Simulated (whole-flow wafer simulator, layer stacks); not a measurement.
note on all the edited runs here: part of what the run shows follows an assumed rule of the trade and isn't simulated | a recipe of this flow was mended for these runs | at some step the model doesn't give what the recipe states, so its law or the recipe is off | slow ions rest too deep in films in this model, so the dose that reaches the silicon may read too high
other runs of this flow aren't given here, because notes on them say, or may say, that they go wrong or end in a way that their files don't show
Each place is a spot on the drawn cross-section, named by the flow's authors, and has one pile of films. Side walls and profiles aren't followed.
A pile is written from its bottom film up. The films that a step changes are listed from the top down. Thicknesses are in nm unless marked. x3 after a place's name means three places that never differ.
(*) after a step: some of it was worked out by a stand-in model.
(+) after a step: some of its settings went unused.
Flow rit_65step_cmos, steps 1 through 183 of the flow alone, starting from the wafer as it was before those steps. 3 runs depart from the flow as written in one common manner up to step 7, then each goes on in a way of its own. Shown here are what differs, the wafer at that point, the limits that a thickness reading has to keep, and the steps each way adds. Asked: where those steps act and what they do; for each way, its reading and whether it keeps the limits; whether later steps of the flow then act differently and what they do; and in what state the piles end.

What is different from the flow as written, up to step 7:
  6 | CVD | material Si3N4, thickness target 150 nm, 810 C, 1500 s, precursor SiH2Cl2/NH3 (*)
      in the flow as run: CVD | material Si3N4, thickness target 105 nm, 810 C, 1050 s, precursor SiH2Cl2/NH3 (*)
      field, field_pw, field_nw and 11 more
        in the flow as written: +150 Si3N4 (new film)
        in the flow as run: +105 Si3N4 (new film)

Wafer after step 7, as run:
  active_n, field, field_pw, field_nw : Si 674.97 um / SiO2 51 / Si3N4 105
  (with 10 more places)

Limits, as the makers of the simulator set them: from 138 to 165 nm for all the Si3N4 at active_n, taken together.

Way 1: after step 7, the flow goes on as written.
  Reading after step 7: 105 nm, not within the limits.
  Steps later in the flow that act otherwise than as written (not shown: 55 more steps that differ only slightly, by at most 2% or 0.5 nm, whichever is larger):
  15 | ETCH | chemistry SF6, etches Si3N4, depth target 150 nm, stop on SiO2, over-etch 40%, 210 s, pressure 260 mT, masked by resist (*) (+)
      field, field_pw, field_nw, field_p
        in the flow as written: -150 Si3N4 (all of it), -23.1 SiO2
        going this way: -105 Si3N4 (all of it), -40.4 SiO2
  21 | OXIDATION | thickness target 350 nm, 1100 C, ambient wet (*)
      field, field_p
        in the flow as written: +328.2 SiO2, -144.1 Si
        going this way: +342.2 SiO2, -150.3 Si
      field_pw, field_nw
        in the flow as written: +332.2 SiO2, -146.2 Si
        going this way: +345.4 SiO2, -152 Si
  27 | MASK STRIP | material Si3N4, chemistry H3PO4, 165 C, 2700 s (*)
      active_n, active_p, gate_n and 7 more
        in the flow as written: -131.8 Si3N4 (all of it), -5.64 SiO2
        going this way: -86.8 Si3N4 (all of it), -7.36 SiO2
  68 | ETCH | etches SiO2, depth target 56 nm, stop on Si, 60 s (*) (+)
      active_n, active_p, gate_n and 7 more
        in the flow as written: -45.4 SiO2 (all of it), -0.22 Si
        going this way: -43.7 SiO2 (all of it), -0.25 Si
  When the end is reached, the piles differ only a little from the flow's at the places that both follow, at most by 2% or 0.5 nm, whichever is larger.

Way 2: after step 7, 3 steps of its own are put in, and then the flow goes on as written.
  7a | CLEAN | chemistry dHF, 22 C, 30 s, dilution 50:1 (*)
      field, field_pw, field_nw and 11 more
        -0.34 Si3N4
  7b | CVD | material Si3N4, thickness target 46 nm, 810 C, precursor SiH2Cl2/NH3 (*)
      field, field_pw, field_nw and 11 more
        +46 Si3N4
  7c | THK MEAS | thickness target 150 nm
      leaves every film unchanged at each place that is followed
  Reading after step 7c: 150.7 nm, inside the limits.
  Every later step of the flow that is run acts as written, at every place that is followed, to within 2% or 0.5 nm, whichever is larger.
  When the end is reached, the piles differ only a little from the flow's at the places that both follow, at most by 2% or 0.5 nm, whichever is larger.

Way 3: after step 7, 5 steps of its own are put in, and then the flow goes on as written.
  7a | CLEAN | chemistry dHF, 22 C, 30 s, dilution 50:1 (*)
      field, field_pw, field_nw and 11 more
        -0.34 Si3N4
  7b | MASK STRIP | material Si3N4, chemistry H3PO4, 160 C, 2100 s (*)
      field, field_pw, field_nw and 11 more
        -104.7 Si3N4 (all of it), -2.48 SiO2
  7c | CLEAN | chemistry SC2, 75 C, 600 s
      leaves every film unchanged at each place that is followed
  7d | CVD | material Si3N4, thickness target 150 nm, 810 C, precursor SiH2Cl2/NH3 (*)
      field, field_pw, field_nw and 11 more
        +150 Si3N4 (new film)
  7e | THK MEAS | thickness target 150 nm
      leaves every film unchanged at each place that is followed
  Reading after step 7e: 150 nm, inside the limits.
  Steps later in the flow that act otherwise than as written (not shown: 45 more steps that differ only slightly, by at most 2% or 0.5 nm, whichever is larger):
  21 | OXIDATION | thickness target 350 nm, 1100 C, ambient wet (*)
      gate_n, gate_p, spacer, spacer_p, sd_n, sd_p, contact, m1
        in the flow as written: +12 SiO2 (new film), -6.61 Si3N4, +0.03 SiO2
        going this way: +12 SiO2 (new film), -6.61 Si3N4
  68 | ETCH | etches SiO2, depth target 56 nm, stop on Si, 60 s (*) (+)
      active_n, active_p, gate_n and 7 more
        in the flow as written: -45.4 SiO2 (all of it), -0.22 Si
        going this way: -42.9 SiO2 (all of it), -0.27 Si
  When the end is reached, the piles differ only a little from the flow's at the places that both follow, at most by 2% or 0.5 nm, whichever is larger.

Keeping within the limits: way 2, way 3. Outside them: way 1.
